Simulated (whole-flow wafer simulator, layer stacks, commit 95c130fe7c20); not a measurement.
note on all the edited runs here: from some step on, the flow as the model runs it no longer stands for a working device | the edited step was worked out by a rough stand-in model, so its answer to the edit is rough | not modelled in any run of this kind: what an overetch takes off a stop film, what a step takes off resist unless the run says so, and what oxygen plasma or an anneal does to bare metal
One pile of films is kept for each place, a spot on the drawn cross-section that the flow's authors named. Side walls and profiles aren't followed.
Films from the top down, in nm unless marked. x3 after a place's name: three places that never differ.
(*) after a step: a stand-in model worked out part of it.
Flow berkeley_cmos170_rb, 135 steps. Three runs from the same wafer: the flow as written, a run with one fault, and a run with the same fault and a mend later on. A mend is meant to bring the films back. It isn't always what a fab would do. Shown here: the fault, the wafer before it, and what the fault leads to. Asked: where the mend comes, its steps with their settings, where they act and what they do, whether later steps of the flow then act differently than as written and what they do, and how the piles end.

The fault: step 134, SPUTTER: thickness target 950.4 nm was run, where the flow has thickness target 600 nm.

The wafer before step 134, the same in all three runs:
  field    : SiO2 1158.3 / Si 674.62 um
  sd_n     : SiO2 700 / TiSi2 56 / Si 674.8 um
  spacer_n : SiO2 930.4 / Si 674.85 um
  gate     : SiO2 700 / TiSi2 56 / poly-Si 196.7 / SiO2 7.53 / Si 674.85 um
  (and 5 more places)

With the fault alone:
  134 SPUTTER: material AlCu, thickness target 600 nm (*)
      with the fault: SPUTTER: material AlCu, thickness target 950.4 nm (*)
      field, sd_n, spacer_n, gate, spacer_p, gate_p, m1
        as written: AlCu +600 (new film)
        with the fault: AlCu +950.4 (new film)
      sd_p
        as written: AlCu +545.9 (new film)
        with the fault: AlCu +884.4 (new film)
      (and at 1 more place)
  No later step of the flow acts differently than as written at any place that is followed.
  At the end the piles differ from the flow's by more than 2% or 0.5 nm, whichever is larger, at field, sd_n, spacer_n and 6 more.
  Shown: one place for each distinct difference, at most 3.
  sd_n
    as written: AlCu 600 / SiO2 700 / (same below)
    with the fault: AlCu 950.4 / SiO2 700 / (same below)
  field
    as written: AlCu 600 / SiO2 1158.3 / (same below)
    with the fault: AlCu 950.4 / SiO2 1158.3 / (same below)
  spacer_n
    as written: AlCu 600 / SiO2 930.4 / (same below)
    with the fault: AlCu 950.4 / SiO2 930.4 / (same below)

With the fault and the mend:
  The mend comes after step 134.
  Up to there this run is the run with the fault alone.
  134a ETCH: chemistry al pan, depth target 1094 nm
      field, sd_n, spacer_n, gate, spacer_p, gate_p, m1
        AlCu -950.4 (all of it)
      sd_p
        AlCu -884.4 (all of it)
      contact
        AlCu -638.4 (all of it)
  134b SPUTTER: material AlCu, thickness target 600 nm (*) (the flow's step 134 once more)
      field, sd_n, spacer_n, gate, spacer_p, gate_p, m1
        AlCu +600 (new film)
      sd_p
        AlCu +545.9 (new film)
      contact
        AlCu +415.1 (new film)
  No later step of the flow acts differently than as written at any place that is followed.
  At the end the piles are the same as the flow's at every place that both follow.
